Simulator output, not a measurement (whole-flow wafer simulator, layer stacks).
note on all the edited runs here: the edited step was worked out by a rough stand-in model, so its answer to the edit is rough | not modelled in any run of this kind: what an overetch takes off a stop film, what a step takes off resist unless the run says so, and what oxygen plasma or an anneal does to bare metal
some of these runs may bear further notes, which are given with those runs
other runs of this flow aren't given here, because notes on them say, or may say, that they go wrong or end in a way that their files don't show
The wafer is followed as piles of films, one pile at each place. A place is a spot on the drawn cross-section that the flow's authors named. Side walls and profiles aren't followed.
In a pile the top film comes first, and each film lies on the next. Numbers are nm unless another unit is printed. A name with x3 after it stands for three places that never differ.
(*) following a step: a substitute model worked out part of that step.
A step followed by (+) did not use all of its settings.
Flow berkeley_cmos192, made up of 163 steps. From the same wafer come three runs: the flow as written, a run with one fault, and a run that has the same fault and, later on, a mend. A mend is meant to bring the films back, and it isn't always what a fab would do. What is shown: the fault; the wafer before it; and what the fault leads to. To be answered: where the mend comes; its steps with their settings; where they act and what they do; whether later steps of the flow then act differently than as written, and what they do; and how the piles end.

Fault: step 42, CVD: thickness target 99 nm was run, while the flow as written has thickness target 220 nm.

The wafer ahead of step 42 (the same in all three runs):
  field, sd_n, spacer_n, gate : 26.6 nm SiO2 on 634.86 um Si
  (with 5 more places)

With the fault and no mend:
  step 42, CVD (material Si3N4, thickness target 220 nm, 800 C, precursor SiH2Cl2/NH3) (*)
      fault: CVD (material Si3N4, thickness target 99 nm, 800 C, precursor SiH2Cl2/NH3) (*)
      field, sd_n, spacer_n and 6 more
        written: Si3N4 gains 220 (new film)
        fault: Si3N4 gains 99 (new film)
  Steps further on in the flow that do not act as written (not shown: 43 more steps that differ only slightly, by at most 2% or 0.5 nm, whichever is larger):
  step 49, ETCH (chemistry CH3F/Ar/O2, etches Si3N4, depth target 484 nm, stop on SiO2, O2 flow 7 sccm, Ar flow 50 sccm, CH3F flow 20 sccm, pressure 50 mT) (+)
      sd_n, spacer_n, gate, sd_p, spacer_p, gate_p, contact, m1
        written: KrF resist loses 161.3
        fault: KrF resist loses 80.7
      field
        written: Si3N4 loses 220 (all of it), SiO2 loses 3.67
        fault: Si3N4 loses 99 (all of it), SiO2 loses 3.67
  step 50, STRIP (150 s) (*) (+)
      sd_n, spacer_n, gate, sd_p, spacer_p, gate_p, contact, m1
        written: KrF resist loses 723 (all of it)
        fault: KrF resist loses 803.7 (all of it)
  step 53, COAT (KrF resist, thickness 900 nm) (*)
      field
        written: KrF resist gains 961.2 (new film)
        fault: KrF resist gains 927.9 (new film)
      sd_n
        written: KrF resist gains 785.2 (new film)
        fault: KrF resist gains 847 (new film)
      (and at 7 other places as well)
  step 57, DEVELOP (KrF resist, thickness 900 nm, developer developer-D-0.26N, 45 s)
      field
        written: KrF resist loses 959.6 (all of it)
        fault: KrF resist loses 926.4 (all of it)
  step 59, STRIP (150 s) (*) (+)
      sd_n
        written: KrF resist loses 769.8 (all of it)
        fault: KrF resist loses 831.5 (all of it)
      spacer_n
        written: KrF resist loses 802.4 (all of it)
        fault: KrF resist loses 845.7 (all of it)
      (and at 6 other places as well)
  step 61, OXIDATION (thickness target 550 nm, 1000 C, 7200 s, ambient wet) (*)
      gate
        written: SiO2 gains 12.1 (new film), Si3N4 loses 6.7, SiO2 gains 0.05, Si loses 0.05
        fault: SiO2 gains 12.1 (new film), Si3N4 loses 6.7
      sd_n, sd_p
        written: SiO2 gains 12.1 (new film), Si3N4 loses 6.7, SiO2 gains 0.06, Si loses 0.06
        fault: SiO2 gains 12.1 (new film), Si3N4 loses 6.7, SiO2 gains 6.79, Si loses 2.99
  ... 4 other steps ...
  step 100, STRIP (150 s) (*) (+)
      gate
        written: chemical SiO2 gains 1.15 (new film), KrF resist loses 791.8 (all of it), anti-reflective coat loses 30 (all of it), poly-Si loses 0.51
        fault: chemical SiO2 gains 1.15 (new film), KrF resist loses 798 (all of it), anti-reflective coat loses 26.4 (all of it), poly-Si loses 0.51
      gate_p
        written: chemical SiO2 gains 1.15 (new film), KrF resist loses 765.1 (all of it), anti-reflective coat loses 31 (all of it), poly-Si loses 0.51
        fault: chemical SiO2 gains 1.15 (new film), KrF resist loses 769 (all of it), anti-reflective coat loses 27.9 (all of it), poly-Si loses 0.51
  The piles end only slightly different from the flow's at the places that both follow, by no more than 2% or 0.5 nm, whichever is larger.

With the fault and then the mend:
  The mend stands after step 42.
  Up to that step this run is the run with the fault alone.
  step 42a, CVD (material Si3N4, thickness target 121 nm, 800 C, precursor SiH2Cl2/NH3) (*) (a further turn of the flow's step 42, with different settings)
      field, sd_n, spacer_n and 6 more
        Si3N4 gains 121
  Every later step of the flow that is run acts as written at every place that is followed.
  The piles end the same as the flow's at every place that both follow.
